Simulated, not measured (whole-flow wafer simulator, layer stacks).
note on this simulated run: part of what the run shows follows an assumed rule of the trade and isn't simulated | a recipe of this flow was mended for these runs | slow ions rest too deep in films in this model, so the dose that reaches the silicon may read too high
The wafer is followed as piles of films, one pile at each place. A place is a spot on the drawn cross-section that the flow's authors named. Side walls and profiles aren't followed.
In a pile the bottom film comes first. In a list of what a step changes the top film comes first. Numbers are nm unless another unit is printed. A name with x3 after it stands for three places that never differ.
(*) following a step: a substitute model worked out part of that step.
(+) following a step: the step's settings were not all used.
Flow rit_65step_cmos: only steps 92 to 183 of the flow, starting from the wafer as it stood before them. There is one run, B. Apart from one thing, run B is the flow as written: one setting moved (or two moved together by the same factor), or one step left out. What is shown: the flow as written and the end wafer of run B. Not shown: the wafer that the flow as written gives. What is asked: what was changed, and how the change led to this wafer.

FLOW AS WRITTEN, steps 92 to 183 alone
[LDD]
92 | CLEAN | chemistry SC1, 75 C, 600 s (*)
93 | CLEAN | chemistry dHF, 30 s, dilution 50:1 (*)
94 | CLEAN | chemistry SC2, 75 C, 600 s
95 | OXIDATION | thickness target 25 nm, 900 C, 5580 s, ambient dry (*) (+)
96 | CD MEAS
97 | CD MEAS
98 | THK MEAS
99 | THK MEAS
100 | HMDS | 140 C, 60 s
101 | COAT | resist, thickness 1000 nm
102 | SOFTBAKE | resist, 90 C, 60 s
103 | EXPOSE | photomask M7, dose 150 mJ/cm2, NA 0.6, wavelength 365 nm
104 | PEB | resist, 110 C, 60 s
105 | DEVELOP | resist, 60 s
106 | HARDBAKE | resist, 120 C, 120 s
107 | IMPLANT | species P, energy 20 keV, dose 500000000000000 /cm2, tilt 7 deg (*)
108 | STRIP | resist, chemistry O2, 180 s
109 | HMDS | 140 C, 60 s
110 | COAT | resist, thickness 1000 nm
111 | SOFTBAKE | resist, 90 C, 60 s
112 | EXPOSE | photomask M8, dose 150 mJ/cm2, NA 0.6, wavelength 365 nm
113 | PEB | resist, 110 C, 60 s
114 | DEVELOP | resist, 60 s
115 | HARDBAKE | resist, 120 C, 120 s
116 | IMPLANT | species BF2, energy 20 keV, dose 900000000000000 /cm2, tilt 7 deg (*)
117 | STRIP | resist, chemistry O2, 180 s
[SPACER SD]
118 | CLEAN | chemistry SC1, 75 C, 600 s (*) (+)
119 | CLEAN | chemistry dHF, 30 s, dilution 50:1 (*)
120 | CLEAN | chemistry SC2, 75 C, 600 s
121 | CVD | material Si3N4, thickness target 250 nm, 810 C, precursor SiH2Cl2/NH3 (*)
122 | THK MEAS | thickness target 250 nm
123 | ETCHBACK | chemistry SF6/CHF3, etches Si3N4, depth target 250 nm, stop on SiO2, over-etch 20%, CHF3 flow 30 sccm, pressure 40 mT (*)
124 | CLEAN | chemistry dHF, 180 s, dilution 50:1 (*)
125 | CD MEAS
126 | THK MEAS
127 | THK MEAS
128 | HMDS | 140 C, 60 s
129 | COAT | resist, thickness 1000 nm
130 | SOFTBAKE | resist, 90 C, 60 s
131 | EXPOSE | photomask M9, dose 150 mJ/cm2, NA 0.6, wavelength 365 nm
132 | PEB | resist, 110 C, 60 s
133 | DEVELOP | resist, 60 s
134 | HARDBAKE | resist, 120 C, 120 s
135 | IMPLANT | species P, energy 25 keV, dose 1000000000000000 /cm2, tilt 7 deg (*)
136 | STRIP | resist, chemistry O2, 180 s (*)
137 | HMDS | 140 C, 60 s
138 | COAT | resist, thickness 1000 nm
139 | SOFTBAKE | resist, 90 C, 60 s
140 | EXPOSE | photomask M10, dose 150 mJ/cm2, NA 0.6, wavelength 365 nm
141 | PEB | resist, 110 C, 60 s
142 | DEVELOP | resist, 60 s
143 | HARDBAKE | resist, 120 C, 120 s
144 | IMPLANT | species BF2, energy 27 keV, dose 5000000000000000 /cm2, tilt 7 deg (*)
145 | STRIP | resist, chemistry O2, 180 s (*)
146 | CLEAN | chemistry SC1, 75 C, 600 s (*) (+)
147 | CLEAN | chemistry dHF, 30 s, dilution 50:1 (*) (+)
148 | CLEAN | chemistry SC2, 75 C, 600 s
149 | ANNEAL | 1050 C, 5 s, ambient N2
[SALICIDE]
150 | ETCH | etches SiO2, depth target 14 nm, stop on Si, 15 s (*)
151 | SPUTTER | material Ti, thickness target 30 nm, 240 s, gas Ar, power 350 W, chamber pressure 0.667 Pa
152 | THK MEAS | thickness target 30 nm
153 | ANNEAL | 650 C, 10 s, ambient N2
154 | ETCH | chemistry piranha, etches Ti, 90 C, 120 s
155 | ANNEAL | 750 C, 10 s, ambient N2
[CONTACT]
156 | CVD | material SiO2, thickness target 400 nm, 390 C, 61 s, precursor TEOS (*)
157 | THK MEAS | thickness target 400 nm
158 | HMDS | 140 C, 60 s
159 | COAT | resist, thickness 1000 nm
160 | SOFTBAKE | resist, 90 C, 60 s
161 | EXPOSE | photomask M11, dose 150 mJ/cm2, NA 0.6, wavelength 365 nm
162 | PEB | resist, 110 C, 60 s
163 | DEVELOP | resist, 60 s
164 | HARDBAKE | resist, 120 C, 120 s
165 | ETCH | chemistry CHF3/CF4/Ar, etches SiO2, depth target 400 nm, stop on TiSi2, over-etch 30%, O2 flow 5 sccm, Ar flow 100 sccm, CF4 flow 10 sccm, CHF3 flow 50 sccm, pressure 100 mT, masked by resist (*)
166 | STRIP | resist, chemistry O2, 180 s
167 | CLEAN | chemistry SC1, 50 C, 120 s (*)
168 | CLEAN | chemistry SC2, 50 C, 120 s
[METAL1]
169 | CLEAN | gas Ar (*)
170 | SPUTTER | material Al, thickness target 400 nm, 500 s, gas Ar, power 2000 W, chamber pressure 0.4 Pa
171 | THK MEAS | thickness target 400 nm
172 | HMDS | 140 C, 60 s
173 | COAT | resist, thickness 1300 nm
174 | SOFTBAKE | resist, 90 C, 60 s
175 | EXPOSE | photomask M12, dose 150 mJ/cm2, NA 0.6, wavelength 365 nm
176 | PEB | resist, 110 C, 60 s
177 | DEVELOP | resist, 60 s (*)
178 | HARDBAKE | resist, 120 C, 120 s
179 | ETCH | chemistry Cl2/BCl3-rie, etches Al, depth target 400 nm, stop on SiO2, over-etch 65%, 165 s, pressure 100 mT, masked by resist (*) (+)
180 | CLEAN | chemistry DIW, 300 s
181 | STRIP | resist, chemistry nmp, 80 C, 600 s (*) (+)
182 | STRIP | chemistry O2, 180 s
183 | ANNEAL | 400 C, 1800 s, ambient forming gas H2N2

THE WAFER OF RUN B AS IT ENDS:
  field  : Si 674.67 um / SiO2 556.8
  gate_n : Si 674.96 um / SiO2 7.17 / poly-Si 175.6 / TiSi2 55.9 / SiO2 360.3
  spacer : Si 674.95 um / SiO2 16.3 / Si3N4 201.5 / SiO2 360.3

What caused this: step 107, IMPLANT: dose 200000000000000 /cm2 was run, though the flow has dose 500000000000000 /cm2.

The path from the change to this, step by step:
  119 | CLEAN | chemistry dHF, 30 s, dilution 50:1 (*)
      field, active_n, gate_n, spacer, sd_n, contact, m1: SiO2 loses 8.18 (in the flow as written it would be: SiO2 loses 10.5)
  124 | CLEAN | chemistry dHF, 180 s, dilution 50:1 (*)
      gate_n: SiO2 loses 16.8 (in the flow as written it would be: SiO2 loses 14.9 (all of it))
      active_n, sd_n, contact, m1: SiO2 loses 14.9 (all of it) (in the flow as written it would be: SiO2 loses 12.5 (all of it))
  136 | STRIP | resist, chemistry O2, 180 s (*)
      gate_n: nothing (in the flow as written it would be: chemical SiO2 gains 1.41 (new film), poly-Si loses 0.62)
  146 | CLEAN | chemistry SC1, 75 C, 600 s (*) (+)
      gate_n: chemical SiO2 gains 0.6 (new film), SiO2 loses 0.51 (all of it), poly-Si loses 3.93 (in the flow as written it would be: chemical SiO2 loses 1.02, poly-Si loses 3.49)
